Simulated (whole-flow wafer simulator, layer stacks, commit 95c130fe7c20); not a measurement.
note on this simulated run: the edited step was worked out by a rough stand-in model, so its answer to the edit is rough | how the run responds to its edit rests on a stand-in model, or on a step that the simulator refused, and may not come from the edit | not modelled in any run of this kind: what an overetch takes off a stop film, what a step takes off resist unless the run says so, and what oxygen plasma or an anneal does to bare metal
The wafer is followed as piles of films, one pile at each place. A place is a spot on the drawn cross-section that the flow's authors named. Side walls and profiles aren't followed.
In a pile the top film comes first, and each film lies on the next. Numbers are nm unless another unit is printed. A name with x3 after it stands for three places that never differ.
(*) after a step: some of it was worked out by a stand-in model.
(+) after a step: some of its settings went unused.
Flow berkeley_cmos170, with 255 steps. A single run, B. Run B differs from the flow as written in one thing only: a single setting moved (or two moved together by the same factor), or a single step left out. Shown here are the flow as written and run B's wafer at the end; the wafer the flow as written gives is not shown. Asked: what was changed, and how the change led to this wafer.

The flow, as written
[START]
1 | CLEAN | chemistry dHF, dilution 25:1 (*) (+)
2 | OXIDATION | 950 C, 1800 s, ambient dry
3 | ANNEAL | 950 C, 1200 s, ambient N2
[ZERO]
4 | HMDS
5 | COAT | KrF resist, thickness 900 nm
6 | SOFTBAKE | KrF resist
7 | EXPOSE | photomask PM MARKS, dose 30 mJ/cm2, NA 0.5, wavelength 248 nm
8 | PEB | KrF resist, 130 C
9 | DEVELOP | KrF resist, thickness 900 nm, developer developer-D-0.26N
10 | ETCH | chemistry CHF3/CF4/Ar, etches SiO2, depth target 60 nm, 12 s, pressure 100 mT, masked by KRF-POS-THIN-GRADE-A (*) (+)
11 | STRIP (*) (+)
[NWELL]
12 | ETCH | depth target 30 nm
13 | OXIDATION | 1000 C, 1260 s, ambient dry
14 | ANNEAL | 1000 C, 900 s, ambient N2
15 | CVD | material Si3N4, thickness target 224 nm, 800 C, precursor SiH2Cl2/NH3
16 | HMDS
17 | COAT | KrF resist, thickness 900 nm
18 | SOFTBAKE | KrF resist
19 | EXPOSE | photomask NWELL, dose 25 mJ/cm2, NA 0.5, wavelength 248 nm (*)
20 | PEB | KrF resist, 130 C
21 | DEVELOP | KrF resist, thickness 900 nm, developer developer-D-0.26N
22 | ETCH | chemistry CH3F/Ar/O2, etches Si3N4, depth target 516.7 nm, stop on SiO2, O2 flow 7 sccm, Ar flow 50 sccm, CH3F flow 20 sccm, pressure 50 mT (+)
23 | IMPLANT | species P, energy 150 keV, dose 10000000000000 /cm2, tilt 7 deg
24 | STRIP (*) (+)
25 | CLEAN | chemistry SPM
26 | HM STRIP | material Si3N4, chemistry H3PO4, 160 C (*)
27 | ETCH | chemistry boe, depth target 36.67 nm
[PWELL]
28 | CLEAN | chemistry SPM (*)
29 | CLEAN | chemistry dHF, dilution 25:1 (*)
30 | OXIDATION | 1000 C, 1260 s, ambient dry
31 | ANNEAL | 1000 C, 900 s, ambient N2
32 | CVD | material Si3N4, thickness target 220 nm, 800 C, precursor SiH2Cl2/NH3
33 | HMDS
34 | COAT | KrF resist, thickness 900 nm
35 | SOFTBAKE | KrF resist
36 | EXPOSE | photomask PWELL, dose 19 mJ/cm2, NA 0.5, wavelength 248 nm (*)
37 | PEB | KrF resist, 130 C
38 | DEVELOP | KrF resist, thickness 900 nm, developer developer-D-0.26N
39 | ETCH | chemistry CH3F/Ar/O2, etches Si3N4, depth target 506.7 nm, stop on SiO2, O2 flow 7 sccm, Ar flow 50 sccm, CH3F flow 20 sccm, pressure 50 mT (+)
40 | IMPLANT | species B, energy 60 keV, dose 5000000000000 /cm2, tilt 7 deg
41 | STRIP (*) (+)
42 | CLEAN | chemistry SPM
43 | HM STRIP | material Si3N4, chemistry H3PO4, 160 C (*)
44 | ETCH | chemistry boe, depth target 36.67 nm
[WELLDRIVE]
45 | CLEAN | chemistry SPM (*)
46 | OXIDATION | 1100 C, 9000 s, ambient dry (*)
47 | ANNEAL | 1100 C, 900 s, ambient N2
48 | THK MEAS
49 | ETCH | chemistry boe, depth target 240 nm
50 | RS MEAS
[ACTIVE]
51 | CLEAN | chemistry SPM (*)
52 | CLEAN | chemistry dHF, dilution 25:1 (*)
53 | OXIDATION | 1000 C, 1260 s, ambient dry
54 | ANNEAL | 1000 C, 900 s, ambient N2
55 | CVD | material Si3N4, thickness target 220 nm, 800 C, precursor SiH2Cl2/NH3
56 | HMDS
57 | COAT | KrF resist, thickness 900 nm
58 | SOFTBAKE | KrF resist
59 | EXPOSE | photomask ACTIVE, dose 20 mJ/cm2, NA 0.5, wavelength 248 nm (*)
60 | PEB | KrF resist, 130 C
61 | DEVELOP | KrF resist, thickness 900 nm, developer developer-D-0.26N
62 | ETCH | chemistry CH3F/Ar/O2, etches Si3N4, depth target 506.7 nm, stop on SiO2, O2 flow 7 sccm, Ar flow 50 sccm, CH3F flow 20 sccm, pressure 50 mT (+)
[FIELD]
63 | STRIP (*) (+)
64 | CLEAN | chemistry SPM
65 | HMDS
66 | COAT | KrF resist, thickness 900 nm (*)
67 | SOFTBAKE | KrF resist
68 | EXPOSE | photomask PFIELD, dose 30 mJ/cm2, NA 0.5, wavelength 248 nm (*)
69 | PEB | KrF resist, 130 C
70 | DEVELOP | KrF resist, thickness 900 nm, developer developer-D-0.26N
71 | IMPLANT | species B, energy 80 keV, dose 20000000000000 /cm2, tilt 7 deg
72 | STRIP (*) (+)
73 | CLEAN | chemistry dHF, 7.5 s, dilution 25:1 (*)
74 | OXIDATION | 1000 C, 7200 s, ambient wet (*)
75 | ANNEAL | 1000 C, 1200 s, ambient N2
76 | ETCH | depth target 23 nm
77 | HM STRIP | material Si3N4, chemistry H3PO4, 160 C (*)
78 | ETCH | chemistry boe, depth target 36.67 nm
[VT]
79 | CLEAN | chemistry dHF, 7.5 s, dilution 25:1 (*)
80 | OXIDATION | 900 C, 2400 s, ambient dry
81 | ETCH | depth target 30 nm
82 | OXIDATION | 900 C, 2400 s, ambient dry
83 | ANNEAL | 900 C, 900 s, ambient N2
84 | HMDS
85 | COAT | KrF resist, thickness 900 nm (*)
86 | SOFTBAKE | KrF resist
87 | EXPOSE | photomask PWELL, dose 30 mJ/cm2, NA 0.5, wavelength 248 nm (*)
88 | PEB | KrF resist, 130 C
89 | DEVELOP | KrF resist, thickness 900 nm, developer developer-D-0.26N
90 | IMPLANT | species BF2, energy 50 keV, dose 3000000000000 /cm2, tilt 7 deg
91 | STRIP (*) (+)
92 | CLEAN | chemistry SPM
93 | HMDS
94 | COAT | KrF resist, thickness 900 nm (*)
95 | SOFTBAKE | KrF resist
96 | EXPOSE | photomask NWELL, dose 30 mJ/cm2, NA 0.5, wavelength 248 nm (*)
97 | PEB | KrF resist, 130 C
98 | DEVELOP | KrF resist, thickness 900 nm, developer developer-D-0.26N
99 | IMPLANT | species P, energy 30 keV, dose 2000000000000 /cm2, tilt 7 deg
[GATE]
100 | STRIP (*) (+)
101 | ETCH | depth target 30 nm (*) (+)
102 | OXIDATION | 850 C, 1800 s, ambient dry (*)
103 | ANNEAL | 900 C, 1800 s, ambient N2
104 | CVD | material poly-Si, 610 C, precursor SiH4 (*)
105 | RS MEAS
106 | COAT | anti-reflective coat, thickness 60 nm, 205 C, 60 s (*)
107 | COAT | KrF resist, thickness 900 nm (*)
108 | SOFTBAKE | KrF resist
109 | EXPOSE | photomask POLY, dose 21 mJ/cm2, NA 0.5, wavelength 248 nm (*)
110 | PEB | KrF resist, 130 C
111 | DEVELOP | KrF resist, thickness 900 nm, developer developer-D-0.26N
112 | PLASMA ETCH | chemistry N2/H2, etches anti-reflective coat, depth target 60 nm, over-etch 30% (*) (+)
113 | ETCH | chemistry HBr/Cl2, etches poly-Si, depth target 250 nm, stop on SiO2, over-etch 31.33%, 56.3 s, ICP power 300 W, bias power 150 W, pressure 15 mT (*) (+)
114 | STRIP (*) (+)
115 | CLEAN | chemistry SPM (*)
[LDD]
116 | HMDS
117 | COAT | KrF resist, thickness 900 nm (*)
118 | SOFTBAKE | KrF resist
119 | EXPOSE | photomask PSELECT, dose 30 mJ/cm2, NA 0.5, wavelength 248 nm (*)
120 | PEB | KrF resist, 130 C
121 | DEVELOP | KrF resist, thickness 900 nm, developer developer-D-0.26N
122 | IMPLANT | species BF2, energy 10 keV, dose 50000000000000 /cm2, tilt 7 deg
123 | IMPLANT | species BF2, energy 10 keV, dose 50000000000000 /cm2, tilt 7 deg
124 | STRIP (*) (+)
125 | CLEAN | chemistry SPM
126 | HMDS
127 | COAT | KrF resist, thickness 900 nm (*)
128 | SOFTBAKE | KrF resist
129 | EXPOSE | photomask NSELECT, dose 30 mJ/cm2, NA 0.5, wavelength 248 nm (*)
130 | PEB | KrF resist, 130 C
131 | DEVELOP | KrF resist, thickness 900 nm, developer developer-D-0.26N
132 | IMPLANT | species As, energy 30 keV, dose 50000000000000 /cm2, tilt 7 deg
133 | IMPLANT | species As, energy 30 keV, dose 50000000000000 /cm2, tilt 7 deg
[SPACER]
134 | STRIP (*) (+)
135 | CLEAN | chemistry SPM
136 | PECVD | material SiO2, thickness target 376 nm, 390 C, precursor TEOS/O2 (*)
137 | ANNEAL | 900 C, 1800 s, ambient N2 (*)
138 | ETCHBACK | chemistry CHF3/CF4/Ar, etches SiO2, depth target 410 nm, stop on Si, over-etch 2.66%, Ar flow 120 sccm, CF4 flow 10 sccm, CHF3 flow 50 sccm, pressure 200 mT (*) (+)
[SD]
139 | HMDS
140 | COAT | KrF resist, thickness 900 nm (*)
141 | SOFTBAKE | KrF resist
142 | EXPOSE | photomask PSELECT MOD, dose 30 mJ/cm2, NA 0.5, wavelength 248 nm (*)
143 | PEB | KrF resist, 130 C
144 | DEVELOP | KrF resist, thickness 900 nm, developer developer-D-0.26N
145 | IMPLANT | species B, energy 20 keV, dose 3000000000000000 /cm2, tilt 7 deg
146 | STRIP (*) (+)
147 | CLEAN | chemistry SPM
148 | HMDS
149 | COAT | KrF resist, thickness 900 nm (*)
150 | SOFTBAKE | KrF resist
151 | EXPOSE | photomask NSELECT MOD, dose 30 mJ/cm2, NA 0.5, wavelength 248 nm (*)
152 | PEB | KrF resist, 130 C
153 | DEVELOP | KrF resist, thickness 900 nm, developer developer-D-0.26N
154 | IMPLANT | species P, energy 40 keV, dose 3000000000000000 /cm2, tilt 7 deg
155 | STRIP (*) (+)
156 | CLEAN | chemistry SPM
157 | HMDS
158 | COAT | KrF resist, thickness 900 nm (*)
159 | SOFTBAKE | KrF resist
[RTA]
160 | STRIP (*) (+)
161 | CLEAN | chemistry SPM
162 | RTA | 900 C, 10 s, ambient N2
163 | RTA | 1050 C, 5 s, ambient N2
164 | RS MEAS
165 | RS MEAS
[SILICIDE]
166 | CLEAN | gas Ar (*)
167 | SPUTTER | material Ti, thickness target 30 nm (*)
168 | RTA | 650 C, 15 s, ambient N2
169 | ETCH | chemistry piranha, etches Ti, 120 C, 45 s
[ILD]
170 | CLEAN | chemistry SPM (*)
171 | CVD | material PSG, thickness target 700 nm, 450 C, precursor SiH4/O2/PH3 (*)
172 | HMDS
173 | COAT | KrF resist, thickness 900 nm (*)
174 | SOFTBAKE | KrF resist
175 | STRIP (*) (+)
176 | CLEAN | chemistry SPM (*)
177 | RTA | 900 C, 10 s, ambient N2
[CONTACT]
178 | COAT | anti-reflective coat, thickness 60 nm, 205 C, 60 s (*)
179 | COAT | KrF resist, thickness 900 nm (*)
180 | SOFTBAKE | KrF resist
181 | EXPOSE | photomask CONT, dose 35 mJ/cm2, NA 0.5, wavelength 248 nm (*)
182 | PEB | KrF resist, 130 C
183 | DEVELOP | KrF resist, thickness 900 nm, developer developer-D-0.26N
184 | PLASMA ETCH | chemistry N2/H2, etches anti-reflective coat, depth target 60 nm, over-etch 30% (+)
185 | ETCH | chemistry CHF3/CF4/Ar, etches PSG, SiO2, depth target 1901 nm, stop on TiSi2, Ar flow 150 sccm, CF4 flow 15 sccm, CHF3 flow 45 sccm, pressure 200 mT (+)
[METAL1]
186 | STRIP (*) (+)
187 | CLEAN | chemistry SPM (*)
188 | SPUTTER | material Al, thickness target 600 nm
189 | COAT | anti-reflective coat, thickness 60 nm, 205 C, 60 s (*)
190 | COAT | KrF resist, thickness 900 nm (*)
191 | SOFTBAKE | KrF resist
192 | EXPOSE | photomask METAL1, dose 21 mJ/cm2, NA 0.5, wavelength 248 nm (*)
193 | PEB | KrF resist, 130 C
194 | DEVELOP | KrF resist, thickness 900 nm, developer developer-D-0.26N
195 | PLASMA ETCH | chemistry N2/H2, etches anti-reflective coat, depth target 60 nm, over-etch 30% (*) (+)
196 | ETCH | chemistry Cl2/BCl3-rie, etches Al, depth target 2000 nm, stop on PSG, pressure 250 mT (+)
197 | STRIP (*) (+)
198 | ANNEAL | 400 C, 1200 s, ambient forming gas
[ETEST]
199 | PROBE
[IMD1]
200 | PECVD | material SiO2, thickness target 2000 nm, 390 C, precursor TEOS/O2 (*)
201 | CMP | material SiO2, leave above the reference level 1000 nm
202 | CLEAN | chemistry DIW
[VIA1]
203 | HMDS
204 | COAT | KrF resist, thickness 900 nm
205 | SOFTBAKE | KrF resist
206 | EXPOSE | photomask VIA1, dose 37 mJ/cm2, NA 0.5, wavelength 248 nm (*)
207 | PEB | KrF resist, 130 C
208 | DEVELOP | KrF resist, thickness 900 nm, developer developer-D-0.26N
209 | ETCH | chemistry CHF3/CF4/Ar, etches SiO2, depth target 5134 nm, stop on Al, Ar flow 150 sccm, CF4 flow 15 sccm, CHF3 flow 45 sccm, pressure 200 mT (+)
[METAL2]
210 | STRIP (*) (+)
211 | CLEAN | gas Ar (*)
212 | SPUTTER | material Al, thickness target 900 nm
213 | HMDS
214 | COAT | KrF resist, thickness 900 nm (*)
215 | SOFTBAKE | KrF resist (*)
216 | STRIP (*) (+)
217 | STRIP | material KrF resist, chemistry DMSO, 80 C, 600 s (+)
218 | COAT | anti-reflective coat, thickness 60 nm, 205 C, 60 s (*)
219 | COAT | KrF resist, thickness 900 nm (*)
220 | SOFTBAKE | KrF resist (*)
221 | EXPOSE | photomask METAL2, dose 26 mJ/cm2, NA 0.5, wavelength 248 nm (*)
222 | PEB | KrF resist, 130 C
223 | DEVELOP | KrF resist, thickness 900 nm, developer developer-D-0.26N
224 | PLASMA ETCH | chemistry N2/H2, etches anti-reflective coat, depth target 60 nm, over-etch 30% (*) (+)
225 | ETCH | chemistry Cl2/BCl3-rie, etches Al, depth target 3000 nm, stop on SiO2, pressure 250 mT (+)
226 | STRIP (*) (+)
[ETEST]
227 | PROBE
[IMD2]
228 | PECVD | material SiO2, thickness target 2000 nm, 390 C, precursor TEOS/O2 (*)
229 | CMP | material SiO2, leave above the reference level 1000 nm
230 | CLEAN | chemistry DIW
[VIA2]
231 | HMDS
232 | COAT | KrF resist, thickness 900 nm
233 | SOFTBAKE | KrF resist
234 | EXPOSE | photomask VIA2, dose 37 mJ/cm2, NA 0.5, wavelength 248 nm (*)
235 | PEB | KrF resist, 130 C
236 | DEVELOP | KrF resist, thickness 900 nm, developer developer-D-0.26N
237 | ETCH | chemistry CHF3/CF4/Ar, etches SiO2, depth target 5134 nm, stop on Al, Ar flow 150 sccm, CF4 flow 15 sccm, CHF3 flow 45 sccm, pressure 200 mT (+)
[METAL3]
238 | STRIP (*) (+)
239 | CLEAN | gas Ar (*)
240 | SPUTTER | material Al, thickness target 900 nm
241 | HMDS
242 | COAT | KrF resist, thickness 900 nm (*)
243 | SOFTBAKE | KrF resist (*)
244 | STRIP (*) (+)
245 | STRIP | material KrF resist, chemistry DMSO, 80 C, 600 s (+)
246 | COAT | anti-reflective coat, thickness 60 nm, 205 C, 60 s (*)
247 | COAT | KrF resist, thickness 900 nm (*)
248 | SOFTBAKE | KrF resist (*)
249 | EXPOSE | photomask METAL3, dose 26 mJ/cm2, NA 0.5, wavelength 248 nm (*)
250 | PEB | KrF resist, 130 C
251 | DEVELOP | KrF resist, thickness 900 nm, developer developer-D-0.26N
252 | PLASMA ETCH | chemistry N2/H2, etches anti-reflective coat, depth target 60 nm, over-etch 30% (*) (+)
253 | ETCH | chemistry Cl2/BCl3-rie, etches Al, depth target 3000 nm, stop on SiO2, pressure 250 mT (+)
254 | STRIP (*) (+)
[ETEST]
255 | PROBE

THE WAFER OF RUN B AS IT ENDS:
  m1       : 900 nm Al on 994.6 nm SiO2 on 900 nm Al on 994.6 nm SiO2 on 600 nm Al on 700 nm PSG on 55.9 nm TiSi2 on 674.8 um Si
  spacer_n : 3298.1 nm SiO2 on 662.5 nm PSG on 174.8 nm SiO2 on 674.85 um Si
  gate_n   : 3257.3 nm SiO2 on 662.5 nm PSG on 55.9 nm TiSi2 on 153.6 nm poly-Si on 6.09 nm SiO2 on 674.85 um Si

Cause: step 102, OXIDATION: 1260 s was run, while the flow as written has 1800 s.

Step by step, how the change led to this:
  102 | OXIDATION | 850 C, 1800 s, ambient dry (*)
      sd_n, spacer_n, gate_n and 8 more: +6.09 SiO2 (new film), -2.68 Si (in the flow as written it would be: +7.48 SiO2 (new film), -3.29 Si)
